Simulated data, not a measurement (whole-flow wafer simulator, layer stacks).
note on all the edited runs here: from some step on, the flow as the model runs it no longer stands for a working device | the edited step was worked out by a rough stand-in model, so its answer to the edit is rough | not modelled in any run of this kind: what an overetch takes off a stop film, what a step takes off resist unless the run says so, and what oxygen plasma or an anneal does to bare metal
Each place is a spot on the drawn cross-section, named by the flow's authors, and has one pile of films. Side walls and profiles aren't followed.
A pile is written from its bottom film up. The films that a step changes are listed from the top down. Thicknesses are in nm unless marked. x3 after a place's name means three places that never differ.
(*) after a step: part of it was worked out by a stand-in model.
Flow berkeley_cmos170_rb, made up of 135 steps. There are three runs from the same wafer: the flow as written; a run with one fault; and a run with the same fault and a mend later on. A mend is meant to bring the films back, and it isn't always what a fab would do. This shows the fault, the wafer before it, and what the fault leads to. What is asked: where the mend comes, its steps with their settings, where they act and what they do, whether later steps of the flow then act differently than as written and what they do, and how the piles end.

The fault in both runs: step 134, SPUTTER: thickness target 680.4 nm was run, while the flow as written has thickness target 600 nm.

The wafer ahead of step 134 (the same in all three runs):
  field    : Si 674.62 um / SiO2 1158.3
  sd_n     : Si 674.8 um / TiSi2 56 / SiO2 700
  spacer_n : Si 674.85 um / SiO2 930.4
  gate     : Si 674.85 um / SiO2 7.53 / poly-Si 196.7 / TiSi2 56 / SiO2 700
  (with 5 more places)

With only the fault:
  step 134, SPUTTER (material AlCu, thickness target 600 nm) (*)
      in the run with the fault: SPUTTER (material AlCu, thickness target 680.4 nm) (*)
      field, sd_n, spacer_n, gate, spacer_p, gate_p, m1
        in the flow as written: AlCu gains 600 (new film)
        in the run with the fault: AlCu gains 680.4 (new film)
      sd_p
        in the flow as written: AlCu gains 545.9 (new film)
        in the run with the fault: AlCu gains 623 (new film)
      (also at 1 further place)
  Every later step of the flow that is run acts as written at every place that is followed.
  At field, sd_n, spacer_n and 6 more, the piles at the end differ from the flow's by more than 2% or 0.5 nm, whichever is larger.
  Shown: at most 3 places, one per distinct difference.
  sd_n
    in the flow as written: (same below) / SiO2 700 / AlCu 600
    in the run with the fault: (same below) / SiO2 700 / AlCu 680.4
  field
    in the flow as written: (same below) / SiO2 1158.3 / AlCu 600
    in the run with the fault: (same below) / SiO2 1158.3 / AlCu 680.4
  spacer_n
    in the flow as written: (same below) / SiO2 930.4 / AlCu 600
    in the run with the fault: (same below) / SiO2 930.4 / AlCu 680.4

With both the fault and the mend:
  After step 134 comes the mend.
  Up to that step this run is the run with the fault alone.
  step 134a, ETCH (chemistry al pan, depth target 782.7 nm)
      field, sd_n, spacer_n, gate, spacer_p, gate_p, m1
        AlCu loses 680.4 (all of it)
      sd_p
        AlCu loses 623 (all of it)
      contact
        AlCu loses 467.8 (all of it)
  step 134b, SPUTTER (material AlCu, thickness target 600 nm) (*) (the flow's step 134 again)
      field, sd_n, spacer_n, gate, spacer_p, gate_p, m1
        AlCu gains 600 (new film)
      sd_p
        AlCu gains 545.9 (new film)
      contact
        AlCu gains 415.1 (new film)
  Every later step of the flow that is run acts as written at every place that is followed.
  By the end, the piles equal the flow's at every place that both follow.
